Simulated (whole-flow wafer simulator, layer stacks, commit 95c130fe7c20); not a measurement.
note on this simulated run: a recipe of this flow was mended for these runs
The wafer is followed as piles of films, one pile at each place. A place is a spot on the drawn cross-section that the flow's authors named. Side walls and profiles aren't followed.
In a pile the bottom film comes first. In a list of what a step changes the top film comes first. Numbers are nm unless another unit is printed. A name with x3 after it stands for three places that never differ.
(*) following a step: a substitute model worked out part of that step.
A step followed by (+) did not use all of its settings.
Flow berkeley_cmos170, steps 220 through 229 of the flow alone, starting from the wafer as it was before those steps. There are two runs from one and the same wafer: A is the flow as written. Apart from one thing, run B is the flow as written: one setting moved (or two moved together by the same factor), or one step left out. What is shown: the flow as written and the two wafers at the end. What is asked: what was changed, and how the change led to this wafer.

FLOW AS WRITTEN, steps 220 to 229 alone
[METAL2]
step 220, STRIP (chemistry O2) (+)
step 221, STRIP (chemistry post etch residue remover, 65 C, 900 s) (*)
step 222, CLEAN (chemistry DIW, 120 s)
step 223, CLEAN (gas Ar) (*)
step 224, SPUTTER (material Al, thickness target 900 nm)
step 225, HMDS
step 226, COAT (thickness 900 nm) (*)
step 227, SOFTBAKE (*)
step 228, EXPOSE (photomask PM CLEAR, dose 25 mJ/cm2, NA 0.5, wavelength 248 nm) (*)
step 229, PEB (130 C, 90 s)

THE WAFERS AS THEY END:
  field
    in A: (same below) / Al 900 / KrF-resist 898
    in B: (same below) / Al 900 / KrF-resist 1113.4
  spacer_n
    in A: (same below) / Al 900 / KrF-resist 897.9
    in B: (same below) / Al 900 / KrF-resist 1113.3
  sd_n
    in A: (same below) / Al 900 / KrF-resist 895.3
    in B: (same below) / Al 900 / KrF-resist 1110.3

What caused this: step 226, COAT: thickness 1116 nm was run, whereas the flow has thickness 900 nm.

How this came from the change, step by step:
  step 226, COAT (thickness 900 nm) (*)
      spacer_n, gate_n: A +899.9 KrF-resist (new film) | B +1115.9 KrF-resist (new film)
      field: A +900 KrF-resist (new film) | B +1115.9 KrF-resist (new film)
      (also at 10 further places)
  step 229, PEB (130 C, 90 s)
      field, mark, spacer_n, gate_n, sd_p, spacer_p, gate_p: A -2 KrF-resist | B -2.58 KrF-resist
      sd_n: A -1.99 KrF-resist | B -2.57 KrF-resist
      (also at 5 further places)
